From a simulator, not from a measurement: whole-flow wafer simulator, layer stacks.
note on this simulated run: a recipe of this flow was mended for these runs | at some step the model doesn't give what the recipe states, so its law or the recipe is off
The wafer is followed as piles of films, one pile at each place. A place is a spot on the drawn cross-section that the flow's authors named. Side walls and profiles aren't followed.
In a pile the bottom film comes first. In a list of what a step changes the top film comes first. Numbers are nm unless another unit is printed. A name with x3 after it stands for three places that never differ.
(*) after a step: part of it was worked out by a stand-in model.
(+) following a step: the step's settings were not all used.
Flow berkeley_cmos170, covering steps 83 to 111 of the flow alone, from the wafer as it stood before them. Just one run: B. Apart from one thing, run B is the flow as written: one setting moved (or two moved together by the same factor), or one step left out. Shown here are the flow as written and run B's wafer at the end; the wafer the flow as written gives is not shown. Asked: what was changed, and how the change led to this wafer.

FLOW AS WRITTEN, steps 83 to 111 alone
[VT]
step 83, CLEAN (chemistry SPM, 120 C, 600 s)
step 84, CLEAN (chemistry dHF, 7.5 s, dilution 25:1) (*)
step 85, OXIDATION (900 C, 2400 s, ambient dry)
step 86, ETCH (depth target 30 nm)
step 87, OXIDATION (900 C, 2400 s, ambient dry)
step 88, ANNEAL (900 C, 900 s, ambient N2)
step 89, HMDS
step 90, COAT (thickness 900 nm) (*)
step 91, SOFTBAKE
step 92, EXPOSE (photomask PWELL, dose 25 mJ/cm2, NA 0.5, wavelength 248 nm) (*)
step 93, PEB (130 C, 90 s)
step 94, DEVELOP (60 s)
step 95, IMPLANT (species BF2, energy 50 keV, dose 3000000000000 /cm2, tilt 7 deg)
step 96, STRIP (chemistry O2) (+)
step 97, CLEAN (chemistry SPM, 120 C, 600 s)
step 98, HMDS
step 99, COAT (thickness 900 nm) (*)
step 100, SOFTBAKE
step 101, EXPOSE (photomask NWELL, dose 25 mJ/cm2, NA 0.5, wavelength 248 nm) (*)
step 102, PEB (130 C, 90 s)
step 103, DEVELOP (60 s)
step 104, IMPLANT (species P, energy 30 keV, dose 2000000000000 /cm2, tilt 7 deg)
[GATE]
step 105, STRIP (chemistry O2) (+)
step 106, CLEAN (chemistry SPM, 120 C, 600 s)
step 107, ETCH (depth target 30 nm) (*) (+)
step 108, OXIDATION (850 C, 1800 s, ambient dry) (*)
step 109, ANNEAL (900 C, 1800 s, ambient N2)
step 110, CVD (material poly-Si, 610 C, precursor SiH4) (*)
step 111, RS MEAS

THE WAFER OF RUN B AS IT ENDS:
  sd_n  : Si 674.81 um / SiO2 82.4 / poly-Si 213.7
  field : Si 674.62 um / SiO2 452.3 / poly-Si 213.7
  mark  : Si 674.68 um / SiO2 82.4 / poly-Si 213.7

The reason: step 85, OXIDATION: 1187 C was run, while the flow as written has 900 C.

How this came from the change, step by step:
  step 85, OXIDATION (900 C, 2400 s, ambient dry)
      mark, sd_n, spacer_n and 9 more: +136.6 SiO2 (new film), -60.1 Si (as written it would have been: +14.9 SiO2 (new film), -6.57 Si)
      field: +25.6 SiO2, -11.3 Si (as written it would have been: +1.6 SiO2, -0.71 Si)
  step 86, ETCH (depth target 30 nm)
      mark, sd_n, spacer_n and 9 more: -30 SiO2 (as written it would have been: -14.9 SiO2 (all of it))
  step 87, OXIDATION (900 C, 2400 s, ambient dry)
      mark, sd_n, spacer_n and 9 more: +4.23 SiO2, -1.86 Si (as written it would have been: +14.9 SiO2 (new film), -6.57 Si)
  step 107, ETCH (depth target 30 nm) (*) (+)
      mark, sd_n, spacer_n and 9 more: -30 SiO2 (as written it would have been: -14.9 SiO2 (all of it))
  step 108, OXIDATION (850 C, 1800 s, ambient dry) (*)
      mark, sd_n, spacer_n and 9 more: +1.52 SiO2, -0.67 Si (as written it would have been: +7.48 SiO2 (new film), -3.29 Si)
